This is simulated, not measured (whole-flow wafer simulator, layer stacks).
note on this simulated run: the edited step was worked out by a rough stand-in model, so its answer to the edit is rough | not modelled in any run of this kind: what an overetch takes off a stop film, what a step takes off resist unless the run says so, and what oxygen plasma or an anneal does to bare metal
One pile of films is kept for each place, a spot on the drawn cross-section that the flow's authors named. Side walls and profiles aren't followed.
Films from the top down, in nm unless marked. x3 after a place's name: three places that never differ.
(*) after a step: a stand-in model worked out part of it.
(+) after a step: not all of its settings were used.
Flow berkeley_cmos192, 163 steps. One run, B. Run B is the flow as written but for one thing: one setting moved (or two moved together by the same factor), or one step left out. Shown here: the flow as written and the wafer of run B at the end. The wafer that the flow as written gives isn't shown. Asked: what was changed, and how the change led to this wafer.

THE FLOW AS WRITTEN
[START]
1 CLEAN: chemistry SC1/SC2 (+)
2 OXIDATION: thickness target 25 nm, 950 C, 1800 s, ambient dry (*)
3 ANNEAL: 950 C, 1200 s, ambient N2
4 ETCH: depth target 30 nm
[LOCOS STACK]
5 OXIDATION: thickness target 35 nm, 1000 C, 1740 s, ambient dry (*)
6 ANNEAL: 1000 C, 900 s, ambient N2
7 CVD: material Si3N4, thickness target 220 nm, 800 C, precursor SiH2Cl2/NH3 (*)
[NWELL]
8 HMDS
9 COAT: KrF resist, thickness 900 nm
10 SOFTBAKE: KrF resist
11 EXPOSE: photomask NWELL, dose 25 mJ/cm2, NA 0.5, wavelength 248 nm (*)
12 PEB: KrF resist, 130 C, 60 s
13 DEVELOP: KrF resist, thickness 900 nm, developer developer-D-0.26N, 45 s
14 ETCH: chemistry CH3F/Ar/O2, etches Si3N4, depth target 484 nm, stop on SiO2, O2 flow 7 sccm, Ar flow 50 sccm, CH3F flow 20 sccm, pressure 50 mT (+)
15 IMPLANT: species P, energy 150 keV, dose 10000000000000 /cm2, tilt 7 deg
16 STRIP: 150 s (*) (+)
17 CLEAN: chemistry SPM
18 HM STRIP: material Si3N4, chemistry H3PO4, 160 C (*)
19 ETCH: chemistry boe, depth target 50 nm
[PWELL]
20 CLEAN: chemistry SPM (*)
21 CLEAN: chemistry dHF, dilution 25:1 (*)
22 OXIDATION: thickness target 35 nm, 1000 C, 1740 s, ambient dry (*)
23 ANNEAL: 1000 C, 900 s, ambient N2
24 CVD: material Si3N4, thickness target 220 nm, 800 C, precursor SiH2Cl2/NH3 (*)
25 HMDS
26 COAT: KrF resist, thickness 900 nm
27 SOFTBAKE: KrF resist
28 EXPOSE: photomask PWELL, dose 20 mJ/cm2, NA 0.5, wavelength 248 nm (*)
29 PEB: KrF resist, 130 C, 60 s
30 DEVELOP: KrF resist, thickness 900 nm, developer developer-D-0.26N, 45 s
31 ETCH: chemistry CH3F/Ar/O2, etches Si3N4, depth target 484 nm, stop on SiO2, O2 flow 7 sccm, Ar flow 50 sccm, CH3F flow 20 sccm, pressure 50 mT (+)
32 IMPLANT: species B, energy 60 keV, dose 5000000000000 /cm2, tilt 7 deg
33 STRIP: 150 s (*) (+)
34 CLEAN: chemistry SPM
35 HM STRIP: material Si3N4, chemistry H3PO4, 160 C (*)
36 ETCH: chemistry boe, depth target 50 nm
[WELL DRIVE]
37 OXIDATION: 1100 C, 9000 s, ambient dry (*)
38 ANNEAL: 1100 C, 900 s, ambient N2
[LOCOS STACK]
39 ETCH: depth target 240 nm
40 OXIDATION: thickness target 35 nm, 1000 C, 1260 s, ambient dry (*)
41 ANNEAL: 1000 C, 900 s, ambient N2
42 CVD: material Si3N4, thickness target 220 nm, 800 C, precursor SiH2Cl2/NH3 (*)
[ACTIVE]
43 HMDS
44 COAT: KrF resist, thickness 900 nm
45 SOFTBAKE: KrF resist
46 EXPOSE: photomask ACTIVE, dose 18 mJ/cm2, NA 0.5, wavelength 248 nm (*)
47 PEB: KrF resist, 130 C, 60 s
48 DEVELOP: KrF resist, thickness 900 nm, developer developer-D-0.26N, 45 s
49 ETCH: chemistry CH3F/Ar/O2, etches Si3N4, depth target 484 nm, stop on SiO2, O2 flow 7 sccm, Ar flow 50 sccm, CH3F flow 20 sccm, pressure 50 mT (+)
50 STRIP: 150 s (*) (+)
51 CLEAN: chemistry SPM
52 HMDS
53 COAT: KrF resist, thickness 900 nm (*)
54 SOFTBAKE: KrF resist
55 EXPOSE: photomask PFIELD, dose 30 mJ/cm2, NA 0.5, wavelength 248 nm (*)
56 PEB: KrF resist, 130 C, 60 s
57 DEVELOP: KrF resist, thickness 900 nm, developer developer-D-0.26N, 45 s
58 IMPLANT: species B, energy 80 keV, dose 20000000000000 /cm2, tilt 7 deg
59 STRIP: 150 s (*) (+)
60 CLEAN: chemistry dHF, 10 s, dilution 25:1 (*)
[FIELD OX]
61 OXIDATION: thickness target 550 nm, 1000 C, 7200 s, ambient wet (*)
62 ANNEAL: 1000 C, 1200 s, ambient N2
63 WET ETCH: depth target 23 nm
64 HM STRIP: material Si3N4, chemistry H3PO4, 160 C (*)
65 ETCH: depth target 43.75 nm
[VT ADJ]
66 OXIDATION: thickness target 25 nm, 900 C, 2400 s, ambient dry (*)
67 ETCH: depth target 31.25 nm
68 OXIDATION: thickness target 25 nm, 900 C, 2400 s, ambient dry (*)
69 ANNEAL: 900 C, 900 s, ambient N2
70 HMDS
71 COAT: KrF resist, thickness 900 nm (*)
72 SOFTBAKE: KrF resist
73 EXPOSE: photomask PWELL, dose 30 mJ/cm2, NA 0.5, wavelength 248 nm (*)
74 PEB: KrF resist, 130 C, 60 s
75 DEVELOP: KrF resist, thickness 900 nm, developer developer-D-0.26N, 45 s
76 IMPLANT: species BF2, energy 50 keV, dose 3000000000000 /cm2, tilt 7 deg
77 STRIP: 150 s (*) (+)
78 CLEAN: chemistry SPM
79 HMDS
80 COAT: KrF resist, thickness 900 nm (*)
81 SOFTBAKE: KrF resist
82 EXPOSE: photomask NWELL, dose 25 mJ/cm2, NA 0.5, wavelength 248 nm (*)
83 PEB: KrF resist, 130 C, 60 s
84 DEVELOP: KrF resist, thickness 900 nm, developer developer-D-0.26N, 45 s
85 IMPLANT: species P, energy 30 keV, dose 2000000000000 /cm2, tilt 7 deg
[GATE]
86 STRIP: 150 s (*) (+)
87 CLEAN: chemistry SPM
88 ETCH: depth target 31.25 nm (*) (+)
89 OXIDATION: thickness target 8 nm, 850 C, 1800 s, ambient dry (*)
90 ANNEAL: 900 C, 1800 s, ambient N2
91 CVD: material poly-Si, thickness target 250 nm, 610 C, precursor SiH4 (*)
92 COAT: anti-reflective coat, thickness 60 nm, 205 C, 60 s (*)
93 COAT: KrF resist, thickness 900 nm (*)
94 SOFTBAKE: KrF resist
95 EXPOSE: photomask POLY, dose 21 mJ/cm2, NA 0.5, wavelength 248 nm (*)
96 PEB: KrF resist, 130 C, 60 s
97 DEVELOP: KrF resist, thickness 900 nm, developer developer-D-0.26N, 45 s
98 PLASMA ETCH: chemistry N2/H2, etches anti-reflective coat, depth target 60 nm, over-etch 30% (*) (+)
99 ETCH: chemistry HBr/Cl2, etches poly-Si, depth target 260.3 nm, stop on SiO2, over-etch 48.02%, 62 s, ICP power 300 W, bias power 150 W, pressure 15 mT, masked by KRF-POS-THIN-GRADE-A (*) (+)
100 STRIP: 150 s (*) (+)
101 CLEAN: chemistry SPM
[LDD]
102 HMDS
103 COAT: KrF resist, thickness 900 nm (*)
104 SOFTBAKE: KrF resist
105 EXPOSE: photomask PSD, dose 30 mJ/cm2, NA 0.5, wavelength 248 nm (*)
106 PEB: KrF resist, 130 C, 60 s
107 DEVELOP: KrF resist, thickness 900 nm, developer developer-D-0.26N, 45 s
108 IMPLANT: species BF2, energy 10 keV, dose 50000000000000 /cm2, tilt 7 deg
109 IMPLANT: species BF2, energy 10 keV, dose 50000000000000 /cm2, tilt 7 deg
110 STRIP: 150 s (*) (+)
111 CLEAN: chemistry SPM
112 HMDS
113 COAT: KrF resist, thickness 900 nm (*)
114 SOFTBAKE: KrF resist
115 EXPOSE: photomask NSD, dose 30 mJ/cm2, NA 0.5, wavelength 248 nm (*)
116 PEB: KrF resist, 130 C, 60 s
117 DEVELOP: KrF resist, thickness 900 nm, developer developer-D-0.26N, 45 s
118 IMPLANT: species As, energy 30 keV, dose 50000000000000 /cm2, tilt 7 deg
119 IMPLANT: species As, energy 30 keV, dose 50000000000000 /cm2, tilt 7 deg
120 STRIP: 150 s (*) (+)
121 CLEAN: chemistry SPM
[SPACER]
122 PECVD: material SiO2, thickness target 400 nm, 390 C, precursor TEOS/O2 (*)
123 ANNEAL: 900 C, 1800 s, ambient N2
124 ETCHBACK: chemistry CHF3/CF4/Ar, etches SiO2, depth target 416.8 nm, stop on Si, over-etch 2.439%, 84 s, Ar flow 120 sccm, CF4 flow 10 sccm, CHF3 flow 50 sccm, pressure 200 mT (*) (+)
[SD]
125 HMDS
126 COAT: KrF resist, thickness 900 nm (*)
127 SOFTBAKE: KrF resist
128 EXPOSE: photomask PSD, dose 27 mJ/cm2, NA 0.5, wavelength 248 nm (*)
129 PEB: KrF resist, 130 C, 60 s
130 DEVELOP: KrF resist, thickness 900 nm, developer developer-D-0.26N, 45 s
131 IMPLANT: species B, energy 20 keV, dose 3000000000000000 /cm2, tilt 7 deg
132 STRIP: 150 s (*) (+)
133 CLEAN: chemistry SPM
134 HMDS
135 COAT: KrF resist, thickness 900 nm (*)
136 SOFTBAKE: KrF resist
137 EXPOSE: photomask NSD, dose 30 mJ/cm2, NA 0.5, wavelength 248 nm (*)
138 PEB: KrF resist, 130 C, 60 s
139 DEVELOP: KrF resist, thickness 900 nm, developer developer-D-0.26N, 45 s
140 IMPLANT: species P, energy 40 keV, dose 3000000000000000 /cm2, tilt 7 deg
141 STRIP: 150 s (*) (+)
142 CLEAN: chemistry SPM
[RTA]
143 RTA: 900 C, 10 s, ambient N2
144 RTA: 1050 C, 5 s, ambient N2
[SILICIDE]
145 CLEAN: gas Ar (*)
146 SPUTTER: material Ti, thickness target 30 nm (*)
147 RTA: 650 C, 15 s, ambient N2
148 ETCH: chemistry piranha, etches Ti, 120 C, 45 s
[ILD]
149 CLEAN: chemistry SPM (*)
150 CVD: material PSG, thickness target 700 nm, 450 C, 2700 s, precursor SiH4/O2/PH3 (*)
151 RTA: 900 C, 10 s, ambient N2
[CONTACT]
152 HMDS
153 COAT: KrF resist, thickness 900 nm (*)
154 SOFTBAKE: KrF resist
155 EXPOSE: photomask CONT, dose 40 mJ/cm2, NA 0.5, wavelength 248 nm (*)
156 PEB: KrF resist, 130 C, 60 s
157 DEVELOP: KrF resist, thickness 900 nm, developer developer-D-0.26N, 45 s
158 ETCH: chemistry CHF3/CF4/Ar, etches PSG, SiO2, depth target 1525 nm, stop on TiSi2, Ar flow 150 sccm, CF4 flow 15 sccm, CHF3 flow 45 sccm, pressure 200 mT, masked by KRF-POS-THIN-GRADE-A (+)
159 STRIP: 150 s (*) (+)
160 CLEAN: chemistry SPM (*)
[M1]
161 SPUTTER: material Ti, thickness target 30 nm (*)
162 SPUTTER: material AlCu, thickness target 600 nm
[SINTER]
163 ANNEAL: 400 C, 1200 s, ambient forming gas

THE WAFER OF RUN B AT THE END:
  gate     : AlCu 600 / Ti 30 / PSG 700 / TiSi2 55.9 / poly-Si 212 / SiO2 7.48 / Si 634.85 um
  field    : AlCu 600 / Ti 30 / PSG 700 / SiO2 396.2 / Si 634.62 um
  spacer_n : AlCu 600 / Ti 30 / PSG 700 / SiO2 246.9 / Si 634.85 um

The cause: step 91, CVD: thickness target 271 nm was run, where the flow has thickness target 250 nm.

How the change led to this, step by step:
  91 CVD: material poly-Si, thickness target 250 nm, 610 C, precursor SiH4 (*)
      field, sd_n, spacer_n and 6 more: poly-Si +271 (new film) (as written it would be: poly-Si +250 (new film))
  99 ETCH: chemistry HBr/Cl2, etches poly-Si, depth target 260.3 nm, stop on SiO2, over-etch 48.02%, 62 s, ICP power 300 W, bias power 150 W, pressure 15 mT, masked by KRF-POS-THIN-GRADE-A (*) (+)
      spacer_n, spacer_p: poly-Si -266.7 (all of it), SiO2 -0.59 (as written it would be: poly-Si -245.8 (all of it), SiO2 -1.74)
      field: poly-Si -266.8 (all of it), SiO2 -0.59 (as written it would be: poly-Si -245.8 (all of it), SiO2 -1.74)
      (and at 4 more places)
  103 COAT: KrF resist, thickness 900 nm (*)
      gate: KrF resist +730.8 (new film) (as written it would be: KrF resist +748 (new film))
      gate_p: KrF resist +726.9 (new film) (as written it would be: KrF resist +744.1 (new film))
  107 DEVELOP: KrF resist, thickness 900 nm, developer developer-D-0.26N, 45 s
      gate_p: KrF resist -725.8 (all of it) (as written it would be: KrF resist -742.9 (all of it))
  110 STRIP: 150 s (*) (+)
      gate: KrF resist -715.5 (all of it), chemical SiO2 +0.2, poly-Si -0.09 (as written it would be: KrF resist -732.7 (all of it), chemical SiO2 +0.2, poly-Si -0.09)
  113 COAT: KrF resist, thickness 900 nm (*)
      gate: KrF resist +730.7 (new film) (as written it would be: KrF resist +747.9 (new film))
      gate_p: KrF resist +726.8 (new film) (as written it would be: KrF resist +743.9 (new film))
  117 DEVELOP: KrF resist, thickness 900 nm, developer developer-D-0.26N, 45 s
      gate: KrF resist -729.6 (all of it) (as written it would be: KrF resist -746.8 (all of it))
  120 STRIP: 150 s (*) (+)
      gate_p: KrF resist -711.5 (all of it), chemical SiO2 +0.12, poly-Si -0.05 (as written it would be: KrF resist -728.6 (all of it), chemical SiO2 +0.12, poly-Si -0.05)
  124 ETCHBACK: chemistry CHF3/CF4/Ar, etches SiO2, depth target 416.8 nm, stop on Si, over-etch 2.439%, 84 s, Ar flow 120 sccm, CF4 flow 10 sccm, CHF3 flow 50 sccm, pressure 200 mT (*) (+)
      spacer_n: SiO2 -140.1 (as written it would be: SiO2 -160)
      spacer_p: SiO2 -140.1 (as written it would be: SiO2 -159.9)
